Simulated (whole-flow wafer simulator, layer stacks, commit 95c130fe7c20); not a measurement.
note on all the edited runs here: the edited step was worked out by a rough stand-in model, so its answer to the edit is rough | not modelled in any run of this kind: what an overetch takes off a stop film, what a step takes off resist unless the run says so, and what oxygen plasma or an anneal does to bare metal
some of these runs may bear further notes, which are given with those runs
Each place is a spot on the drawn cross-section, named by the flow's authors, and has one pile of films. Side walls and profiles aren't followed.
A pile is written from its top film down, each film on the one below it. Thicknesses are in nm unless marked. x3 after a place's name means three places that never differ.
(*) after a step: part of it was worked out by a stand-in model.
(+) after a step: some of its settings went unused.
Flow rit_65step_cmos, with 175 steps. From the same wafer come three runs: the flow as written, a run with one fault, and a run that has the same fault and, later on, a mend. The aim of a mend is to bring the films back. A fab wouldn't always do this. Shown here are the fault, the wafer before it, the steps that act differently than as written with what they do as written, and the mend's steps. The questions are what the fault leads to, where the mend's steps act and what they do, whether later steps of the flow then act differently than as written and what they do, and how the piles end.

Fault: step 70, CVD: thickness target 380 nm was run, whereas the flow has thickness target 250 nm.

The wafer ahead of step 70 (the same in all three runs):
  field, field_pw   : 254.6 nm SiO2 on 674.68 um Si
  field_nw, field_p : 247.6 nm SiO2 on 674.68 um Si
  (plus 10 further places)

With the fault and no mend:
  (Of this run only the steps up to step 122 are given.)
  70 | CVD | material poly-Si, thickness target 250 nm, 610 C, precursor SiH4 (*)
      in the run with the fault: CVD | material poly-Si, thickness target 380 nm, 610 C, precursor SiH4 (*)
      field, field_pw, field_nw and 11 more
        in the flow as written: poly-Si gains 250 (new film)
        in the run with the fault: poly-Si gains 380 (new film)
  Later steps of the flow acting differently than as written (3 other steps are not shown; they differ only slightly, by no more than 2% or 0.5 nm, whichever is larger):
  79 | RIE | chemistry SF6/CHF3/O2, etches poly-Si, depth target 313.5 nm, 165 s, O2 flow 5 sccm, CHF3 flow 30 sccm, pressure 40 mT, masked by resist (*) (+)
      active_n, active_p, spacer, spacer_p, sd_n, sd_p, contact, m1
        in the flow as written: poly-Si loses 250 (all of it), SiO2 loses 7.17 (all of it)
        in the run with the fault: poly-Si loses 313.5
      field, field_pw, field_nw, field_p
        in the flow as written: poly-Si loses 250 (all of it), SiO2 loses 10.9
        in the run with the fault: poly-Si loses 313.5
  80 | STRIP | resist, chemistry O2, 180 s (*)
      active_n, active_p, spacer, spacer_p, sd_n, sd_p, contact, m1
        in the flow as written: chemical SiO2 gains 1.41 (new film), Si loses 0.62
        in the run with the fault: chemical SiO2 gains 1.41 (new film), poly-Si loses 0.62
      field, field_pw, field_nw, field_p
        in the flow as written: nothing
        in the run with the fault: chemical SiO2 gains 1.41 (new film), poly-Si loses 0.62
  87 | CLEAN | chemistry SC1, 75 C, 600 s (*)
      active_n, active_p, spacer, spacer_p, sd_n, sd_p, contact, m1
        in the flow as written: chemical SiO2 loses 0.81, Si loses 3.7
        in the run with the fault: chemical SiO2 loses 0.81, poly-Si loses 3.7
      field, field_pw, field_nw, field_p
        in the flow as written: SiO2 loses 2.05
        in the run with the fault: chemical SiO2 loses 0.81, poly-Si loses 3.7
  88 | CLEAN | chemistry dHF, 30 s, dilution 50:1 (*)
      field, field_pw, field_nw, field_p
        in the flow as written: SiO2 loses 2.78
        in the run with the fault: chemical SiO2 loses 0.6 (all of it)
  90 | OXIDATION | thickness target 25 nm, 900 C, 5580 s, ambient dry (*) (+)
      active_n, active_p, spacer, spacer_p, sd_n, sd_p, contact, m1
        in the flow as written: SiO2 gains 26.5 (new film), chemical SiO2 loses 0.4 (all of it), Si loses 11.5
        in the run with the fault: SiO2 gains 28.9 (new film), chemical SiO2 loses 0.4 (all of it), poly-Si loses 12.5
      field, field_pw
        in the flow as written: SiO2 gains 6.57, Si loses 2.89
        in the run with the fault: SiO2 gains 28.9 (new film), chemical SiO2 loses 0.4 (all of it), poly-Si loses 12.5
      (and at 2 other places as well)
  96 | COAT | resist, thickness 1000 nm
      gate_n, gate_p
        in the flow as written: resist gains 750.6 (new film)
        in the run with the fault: resist gains 700.9 (new film)
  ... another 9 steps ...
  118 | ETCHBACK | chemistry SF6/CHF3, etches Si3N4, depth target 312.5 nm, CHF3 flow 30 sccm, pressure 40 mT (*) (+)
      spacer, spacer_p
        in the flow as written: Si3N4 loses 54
        in the run with the fault: Si3N4 gains 0.96
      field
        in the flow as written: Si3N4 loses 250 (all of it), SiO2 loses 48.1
        in the run with the fault: Si3N4 loses 250 (all of it), SiO2 loses 16.3 (all of it), poly-Si loses 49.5 (all of it), SiO2 loses 7.78
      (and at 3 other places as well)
  The piles after step 122 differ from the flow's at field, field_pw, field_nw, field_p, gate_n, gate_p, spacer, spacer_p by more than 2% or 0.5 nm, whichever is larger.
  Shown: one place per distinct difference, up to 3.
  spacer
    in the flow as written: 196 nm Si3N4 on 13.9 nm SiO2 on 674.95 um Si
    in the run with the fault: 251 nm Si3N4 on 16.3 nm SiO2 on 49.5 nm poly-Si on 7.17 nm SiO2 on 674.97 um Si
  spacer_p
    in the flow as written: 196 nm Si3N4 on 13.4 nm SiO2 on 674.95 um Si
    in the run with the fault: 251 nm Si3N4 on 15.7 nm SiO2 on 49.5 nm poly-Si on 7.17 nm SiO2 on 674.97 um Si
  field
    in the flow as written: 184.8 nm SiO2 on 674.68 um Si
    in the run with the fault: 246.9 nm SiO2 on 674.68 um Si

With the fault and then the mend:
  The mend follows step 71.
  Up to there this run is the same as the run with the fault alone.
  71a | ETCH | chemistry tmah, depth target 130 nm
      field, field_pw, field_nw and 11 more
        poly-Si loses 130
  Every later step of the flow that is run acts as written at every place that is followed.
  By the end, the piles equal the flow's at every place that both follow.
